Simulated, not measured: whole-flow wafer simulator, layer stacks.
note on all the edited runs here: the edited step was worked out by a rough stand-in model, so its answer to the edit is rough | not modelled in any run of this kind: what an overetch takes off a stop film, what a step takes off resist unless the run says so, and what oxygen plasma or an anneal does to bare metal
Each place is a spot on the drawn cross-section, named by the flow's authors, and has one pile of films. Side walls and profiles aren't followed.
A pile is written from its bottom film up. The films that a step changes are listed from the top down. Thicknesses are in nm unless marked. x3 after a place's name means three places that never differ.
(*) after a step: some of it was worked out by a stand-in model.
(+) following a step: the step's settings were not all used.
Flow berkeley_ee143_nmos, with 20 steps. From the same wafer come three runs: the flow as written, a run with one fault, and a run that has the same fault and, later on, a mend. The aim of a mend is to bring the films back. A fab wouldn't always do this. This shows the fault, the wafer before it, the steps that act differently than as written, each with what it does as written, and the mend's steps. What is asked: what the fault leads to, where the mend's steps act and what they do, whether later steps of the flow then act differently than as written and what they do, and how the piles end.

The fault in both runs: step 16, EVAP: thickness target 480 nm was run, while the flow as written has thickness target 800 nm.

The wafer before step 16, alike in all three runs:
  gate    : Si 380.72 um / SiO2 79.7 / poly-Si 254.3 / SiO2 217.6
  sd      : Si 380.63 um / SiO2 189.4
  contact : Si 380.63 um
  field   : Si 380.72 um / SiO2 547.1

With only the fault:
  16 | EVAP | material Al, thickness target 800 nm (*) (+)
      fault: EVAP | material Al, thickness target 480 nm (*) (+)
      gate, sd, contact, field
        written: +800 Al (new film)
        fault: +480 Al (new film)
  Steps later in the flow that act otherwise than as written:
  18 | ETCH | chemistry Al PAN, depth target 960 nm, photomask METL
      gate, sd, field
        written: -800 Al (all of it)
        fault: -480 Al (all of it)
  At contact, the piles at the end differ from the flow's by more than 2% or 0.5 nm, whichever is larger.
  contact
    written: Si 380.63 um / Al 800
    fault: Si 380.63 um / Al 480

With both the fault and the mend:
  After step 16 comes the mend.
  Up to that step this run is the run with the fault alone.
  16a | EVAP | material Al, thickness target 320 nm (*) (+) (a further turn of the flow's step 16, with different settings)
      gate, sd, contact, field
        +320 Al
  Every later step of the flow that is run acts as written at every place that is followed.
  The piles end the same as the flow's at every place that both follow.
